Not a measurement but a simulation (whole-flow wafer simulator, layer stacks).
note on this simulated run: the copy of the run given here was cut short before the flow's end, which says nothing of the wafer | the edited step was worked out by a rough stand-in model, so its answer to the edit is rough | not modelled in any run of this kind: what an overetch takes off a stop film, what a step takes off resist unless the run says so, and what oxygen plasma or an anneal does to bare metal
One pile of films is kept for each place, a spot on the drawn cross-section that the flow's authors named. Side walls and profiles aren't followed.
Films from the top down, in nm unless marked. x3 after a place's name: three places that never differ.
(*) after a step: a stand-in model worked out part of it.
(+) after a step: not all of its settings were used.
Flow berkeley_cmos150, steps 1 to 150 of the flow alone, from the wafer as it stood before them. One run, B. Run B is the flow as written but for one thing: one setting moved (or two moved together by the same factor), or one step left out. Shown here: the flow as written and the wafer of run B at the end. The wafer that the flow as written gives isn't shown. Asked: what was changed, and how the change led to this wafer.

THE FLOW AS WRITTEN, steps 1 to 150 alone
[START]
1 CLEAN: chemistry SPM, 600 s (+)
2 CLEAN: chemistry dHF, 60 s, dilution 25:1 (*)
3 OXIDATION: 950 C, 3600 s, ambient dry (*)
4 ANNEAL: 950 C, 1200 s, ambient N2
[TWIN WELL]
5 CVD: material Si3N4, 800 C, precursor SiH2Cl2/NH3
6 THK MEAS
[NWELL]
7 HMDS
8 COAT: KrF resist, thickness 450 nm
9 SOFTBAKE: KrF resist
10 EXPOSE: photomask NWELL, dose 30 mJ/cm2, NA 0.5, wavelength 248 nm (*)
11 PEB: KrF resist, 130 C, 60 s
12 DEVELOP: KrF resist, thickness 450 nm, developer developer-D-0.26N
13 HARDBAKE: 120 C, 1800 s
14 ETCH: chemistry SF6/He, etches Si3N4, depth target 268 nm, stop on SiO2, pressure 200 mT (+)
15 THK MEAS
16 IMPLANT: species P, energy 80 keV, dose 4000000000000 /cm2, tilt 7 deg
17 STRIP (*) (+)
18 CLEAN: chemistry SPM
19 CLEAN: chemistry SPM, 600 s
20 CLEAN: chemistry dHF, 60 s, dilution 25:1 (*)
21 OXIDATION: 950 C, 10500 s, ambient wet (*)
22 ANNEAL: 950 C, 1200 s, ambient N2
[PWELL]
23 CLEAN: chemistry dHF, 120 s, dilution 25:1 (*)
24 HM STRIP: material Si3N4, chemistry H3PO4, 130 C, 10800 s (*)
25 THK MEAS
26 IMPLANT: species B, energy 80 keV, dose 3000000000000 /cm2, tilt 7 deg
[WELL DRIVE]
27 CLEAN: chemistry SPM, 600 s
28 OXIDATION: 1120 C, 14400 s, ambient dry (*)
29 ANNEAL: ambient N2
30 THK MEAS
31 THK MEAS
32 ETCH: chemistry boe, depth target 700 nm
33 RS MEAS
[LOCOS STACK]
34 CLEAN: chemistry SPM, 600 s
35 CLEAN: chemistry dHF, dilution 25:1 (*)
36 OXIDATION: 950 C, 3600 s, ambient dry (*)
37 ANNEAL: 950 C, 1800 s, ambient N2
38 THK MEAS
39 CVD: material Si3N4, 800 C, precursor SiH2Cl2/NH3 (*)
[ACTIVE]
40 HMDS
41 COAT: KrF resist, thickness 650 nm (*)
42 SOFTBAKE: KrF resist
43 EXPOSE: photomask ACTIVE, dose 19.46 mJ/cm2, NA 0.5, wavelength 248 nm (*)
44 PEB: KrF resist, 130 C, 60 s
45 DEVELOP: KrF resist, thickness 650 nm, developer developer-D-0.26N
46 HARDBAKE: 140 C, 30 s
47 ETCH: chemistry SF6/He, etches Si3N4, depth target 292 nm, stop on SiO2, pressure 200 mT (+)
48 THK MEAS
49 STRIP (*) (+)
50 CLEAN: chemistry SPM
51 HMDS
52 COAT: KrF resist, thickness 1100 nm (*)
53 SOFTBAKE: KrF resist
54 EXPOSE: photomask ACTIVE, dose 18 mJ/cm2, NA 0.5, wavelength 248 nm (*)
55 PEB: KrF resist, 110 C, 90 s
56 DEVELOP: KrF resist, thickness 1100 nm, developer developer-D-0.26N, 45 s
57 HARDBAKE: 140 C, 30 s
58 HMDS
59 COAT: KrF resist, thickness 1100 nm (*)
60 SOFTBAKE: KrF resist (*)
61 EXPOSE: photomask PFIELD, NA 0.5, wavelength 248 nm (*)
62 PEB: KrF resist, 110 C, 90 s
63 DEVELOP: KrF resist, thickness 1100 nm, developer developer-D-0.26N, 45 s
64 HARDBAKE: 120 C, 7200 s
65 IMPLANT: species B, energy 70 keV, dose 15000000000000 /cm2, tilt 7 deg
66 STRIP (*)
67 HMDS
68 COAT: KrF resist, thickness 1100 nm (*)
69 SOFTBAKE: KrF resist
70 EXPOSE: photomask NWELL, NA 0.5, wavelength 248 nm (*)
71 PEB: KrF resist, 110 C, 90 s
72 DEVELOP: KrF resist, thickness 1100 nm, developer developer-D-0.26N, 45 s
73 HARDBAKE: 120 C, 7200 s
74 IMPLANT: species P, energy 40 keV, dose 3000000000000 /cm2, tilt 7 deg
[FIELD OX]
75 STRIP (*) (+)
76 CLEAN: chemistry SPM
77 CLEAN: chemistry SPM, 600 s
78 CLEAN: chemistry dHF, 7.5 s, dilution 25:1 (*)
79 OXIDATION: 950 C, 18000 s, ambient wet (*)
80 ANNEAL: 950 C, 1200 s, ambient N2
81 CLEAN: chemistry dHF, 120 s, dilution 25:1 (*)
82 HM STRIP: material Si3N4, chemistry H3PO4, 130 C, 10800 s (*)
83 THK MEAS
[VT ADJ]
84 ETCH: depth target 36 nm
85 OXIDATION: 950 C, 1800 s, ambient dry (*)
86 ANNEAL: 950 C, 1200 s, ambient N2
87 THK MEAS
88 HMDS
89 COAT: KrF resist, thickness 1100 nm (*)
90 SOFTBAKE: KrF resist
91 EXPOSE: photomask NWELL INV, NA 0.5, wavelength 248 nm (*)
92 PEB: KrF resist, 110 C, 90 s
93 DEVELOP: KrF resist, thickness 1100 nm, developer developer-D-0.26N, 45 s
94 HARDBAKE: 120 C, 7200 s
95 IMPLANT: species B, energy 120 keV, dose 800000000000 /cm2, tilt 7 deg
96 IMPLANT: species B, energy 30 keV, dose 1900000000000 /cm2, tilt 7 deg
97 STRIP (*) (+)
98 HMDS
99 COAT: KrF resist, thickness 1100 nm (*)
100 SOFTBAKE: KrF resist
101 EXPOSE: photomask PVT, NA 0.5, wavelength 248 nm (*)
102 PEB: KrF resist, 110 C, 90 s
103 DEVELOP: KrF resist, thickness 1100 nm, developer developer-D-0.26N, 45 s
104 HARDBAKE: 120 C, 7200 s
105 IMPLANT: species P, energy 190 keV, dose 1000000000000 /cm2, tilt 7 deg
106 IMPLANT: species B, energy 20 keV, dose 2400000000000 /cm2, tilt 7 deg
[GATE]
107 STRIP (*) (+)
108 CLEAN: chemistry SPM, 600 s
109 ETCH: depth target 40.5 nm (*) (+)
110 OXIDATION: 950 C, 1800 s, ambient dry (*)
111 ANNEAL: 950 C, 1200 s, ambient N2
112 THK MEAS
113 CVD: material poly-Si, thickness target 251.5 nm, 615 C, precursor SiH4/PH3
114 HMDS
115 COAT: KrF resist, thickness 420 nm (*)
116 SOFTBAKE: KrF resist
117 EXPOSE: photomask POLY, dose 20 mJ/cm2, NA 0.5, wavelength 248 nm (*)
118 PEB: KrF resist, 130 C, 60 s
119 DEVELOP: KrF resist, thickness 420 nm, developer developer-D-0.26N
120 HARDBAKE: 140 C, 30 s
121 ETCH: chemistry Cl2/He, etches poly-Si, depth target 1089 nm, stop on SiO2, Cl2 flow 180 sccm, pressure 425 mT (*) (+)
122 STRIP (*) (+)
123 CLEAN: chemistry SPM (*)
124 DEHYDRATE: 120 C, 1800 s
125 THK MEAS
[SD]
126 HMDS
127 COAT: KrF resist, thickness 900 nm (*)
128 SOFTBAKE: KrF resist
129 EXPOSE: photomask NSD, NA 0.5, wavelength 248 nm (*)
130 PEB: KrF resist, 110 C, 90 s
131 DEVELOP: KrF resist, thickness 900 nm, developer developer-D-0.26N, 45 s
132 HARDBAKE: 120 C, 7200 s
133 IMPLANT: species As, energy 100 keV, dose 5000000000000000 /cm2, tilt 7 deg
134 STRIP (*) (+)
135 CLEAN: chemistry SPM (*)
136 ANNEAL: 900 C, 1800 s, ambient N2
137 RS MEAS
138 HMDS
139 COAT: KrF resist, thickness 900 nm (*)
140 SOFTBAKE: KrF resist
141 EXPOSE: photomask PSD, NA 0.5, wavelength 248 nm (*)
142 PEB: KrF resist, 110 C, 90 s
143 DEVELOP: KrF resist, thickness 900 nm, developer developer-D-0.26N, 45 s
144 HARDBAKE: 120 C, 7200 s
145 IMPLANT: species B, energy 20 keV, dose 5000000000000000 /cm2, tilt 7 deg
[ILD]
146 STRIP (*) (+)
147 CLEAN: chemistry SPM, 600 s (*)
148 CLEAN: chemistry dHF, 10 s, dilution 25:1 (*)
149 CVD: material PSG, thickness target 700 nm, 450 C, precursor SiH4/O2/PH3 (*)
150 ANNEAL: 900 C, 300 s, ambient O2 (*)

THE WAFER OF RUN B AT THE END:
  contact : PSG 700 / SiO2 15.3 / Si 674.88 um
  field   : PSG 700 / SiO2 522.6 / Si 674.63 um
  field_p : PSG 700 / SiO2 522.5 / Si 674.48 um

The cause: step 28, OXIDATION: 7200 s was run, where the flow has 14400 s.

How the change led to this, step by step:
  28 OXIDATION: 1120 C, 14400 s, ambient dry (*)
      field, sd_n, gate_n, contact, m1: SiO2 +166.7, Si -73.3 (as written it would be: SiO2 +261.5, Si -115.1)
      field_p, sd_p, gate_p: SiO2 +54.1, Si -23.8 (as written it would be: SiO2 +103.6, Si -45.6)
  32 ETCH: chemistry boe, depth target 700 nm
      field, sd_n, gate_n, contact, m1: SiO2 -196.2 (all of it) (as written it would be: SiO2 -291.1 (all of it))
      field_p, sd_p, gate_p: SiO2 -506 (all of it) (as written it would be: SiO2 -555.5 (all of it))
  122 STRIP (*) (+)
      gate_p: chemical SiO2 +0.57 (new film), KrF resist -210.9 (all of it), poly-Si -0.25 (as written it would be: chemical SiO2 +0.57 (new film), KrF resist -206.4 (all of it), poly-Si -0.25)
